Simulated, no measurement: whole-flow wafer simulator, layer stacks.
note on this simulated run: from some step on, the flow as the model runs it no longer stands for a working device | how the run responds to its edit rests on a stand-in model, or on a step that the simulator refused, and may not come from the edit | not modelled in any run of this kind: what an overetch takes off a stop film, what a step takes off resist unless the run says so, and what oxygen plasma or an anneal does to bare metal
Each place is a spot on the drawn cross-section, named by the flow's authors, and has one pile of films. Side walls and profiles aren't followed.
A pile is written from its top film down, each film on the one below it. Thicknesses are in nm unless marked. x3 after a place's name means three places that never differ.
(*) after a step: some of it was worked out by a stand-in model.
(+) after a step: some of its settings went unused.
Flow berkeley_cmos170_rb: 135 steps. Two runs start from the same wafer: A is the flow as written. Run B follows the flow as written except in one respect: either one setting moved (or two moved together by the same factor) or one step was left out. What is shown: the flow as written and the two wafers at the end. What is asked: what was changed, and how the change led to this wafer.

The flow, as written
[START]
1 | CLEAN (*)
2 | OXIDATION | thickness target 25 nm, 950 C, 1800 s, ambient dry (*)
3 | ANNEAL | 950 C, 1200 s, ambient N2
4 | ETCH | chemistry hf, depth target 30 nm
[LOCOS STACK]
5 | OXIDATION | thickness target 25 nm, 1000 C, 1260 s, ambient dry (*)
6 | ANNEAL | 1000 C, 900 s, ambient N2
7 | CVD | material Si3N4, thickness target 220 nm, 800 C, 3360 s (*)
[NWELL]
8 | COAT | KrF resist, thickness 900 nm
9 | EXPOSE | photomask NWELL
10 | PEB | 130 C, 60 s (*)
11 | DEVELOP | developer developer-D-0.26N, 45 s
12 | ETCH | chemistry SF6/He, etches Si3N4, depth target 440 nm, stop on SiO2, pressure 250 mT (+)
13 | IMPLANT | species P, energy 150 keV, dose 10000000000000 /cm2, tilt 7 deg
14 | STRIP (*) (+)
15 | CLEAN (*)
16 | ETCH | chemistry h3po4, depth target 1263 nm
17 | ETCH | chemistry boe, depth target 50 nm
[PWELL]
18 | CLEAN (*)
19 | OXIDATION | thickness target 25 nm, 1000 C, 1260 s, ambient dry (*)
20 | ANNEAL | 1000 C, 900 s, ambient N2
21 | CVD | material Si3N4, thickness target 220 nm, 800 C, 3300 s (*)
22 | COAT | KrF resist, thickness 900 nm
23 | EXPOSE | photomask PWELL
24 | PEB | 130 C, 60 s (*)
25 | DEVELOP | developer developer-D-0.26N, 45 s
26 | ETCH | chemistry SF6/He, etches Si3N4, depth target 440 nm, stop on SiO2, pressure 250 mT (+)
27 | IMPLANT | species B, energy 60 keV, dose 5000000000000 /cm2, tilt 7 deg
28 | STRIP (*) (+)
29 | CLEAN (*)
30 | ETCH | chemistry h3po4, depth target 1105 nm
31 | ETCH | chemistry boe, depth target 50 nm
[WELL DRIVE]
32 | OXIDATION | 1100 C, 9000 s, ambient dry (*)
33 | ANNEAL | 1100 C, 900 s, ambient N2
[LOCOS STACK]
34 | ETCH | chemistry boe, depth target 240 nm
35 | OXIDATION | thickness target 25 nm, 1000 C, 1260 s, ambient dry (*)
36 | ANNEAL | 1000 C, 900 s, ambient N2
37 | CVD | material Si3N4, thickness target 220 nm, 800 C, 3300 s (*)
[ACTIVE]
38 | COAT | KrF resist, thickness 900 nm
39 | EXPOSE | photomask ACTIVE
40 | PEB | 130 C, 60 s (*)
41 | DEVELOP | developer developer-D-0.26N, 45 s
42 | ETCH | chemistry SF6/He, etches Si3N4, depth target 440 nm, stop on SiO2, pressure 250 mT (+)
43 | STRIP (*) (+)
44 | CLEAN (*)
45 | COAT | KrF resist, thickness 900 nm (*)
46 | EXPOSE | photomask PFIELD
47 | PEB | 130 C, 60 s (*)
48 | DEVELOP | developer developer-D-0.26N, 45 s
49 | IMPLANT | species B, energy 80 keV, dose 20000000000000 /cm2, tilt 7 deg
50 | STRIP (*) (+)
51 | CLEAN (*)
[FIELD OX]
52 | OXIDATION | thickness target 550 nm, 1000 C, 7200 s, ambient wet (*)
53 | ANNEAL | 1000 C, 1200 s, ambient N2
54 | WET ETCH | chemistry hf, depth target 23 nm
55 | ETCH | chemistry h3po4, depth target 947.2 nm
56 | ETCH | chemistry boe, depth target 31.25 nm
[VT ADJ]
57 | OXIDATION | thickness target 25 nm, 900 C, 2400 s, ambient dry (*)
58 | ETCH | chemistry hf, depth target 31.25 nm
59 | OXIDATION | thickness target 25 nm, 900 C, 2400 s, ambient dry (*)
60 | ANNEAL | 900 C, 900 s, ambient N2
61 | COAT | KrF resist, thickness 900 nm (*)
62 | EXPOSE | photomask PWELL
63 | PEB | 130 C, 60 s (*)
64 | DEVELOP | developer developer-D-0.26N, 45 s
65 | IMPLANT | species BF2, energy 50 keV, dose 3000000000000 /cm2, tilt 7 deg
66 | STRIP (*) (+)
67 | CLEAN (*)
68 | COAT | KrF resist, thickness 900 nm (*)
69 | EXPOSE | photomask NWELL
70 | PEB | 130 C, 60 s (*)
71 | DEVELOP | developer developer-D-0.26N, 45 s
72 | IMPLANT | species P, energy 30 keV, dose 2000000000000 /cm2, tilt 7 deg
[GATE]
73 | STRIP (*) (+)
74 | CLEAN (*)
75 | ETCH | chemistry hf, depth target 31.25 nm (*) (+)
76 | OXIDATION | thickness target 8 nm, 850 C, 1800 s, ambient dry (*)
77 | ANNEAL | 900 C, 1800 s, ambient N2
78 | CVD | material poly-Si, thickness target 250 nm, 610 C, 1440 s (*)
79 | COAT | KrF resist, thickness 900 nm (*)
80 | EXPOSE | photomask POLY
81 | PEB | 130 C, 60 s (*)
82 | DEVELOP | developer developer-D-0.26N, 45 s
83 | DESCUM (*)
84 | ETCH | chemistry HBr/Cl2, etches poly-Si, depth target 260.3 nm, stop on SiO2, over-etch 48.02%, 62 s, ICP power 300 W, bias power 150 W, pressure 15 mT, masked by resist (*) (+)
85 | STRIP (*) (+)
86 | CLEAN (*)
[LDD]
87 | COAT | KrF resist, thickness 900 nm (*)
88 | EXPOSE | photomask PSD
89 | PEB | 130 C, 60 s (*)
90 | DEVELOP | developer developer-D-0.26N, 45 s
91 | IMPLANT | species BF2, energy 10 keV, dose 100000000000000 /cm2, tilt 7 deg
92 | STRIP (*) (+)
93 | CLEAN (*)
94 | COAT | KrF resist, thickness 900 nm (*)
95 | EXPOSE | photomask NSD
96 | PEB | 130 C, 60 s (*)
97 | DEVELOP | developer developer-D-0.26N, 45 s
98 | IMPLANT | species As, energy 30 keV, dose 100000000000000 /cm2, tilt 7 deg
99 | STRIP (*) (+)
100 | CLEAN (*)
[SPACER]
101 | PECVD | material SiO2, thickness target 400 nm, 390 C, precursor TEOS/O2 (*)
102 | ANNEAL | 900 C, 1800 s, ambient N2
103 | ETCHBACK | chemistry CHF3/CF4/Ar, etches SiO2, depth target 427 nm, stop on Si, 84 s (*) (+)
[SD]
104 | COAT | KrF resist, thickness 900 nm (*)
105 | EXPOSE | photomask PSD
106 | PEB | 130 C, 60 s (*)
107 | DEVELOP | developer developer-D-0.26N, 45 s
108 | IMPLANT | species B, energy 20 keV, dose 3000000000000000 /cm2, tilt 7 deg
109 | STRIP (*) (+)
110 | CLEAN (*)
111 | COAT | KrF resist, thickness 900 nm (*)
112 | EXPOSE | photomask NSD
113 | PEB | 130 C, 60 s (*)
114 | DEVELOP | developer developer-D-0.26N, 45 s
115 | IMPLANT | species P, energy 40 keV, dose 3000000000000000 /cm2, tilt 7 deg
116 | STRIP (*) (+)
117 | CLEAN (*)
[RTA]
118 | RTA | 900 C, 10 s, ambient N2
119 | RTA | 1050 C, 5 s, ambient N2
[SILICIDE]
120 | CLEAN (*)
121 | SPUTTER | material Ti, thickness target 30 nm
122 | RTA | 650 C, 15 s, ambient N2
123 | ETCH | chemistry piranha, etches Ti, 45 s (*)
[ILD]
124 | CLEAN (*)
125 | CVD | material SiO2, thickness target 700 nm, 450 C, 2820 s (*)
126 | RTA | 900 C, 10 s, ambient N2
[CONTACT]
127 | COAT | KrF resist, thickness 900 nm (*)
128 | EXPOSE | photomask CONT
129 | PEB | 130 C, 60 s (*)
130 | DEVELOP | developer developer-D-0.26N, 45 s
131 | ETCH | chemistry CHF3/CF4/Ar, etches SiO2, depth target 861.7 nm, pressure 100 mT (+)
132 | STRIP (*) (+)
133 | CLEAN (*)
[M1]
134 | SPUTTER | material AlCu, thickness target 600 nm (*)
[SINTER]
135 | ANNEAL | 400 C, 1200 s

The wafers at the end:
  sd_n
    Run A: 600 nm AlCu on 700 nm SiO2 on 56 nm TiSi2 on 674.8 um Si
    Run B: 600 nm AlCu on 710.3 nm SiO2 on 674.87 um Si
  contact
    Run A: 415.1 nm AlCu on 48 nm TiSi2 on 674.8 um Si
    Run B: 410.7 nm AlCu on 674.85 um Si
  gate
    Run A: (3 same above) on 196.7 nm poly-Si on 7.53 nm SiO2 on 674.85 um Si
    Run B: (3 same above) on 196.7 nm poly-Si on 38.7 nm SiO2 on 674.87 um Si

What caused this: step 34, ETCH: depth target 94 nm was run, though the flow has depth target 240 nm.

The path from the change to this, step by step:
  34 | ETCH | chemistry boe, depth target 240 nm
      field, sd_n, spacer_n and 6 more: A SiO2 loses 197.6 (all of it) | B SiO2 loses 94
  35 | OXIDATION | thickness target 25 nm, 1000 C, 1260 s, ambient dry (*)
      field, sd_n, spacer_n and 6 more: A SiO2 gains 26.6 (new film), Si loses 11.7 | B SiO2 gains 11.6, Si loses 5.1
  52 | OXIDATION | thickness target 550 nm, 1000 C, 7200 s, ambient wet (*)
      gate, sd_p: A SiO2 gains 12.9 (new film), Si3N4 loses 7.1, SiO2 gains 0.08, Si loses 0.08 | B SiO2 gains 12.9 (new film), Si3N4 loses 7.1
      sd_n: A SiO2 gains 12.9 (new film), Si3N4 loses 7.1, SiO2 gains 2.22, Si loses 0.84 | B SiO2 gains 12.9 (new film), Si3N4 loses 7.1
      (as well as at 2 more places)
  56 | ETCH | chemistry boe, depth target 31.25 nm
      spacer_n, gate, sd_p, spacer_p, gate_p, contact: A SiO2 loses 26.6 (all of it) | B SiO2 loses 31.2
      sd_n: A SiO2 loses 28.8 (all of it) | B SiO2 loses 31.2
      (as well as at 1 more place)
  57 | OXIDATION | thickness target 25 nm, 900 C, 2400 s, ambient dry (*)
      sd_n, spacer_n, gate, sd_p, spacer_p, gate_p, contact, m1: A SiO2 gains 15 (new film), Si loses 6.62 | B SiO2 gains 7.09, Si loses 3.12
  58 | ETCH | chemistry hf, depth target 31.25 nm
      sd_n, spacer_n, gate, sd_p, spacer_p, gate_p, contact, m1: A SiO2 loses 15 (all of it) | B SiO2 loses 31.2
  59 | OXIDATION | thickness target 25 nm, 900 C, 2400 s, ambient dry (*)
      sd_n, spacer_n, gate, sd_p, spacer_p, gate_p, contact, m1: A SiO2 gains 15 (new film), Si loses 6.62 | B SiO2 gains 6.9, Si loses 3.04
  75 | ETCH | chemistry hf, depth target 31.25 nm (*) (+)
      sd_n, spacer_n, gate, sd_p, spacer_p, gate_p, contact, m1: A SiO2 loses 15 (all of it) | B SiO2 loses 31.2
  76 | OXIDATION | thickness target 8 nm, 850 C, 1800 s, ambient dry (*)
      sd_n, spacer_n, gate, sd_p, spacer_p, gate_p, contact, m1: A SiO2 gains 7.53 (new film), Si loses 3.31 | B SiO2 gains 3.3, Si loses 1.45
  103 | ETCHBACK | chemistry CHF3/CF4/Ar, etches SiO2, depth target 427 nm, stop on Si, 84 s (*) (+)
      sd_n, contact, m1: A SiO2 loses 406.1 (all of it) | B SiO2 loses 427
      sd_p: A SiO2 loses 388.4 (all of it) | B SiO2 loses 417.4 (all of it)
  104 | COAT | KrF resist, thickness 900 nm (*)
      sd_n: A KrF resist gains 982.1 (new film) | B KrF resist gains 1006.2 (new film)
      sd_p: A KrF resist gains 990.7 (new film) | B KrF resist gains 1021.7 (new film)
  107 | DEVELOP | developer developer-D-0.26N, 45 s
      sd_p: A KrF resist loses 990.7 (all of it) | B KrF resist loses 1021.7 (all of it)
  109 | STRIP (*) (+)
      sd_n: A KrF resist loses 967.9 (all of it) | B KrF resist loses 992 (all of it)
  111 | COAT | KrF resist, thickness 900 nm (*)
      sd_n: A KrF resist gains 982.1 (new film) | B KrF resist gains 1006.2 (new film)
      sd_p: A KrF resist gains 990.7 (new film) | B KrF resist gains 1021.7 (new film)
  114 | DEVELOP | developer developer-D-0.26N, 45 s
      sd_n: A KrF resist loses 982.1 (all of it) | B KrF resist loses 1006.2 (all of it)
  116 | STRIP (*) (+)
      sd_p: A KrF resist loses 976.5 (all of it) | B KrF resist loses 1007.5 (all of it)
  ... 8 further steps ...
  134 | SPUTTER | material AlCu, thickness target 600 nm (*)
      sd_p: A AlCu gains 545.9 (new film) | B AlCu gains 526.5 (new film)
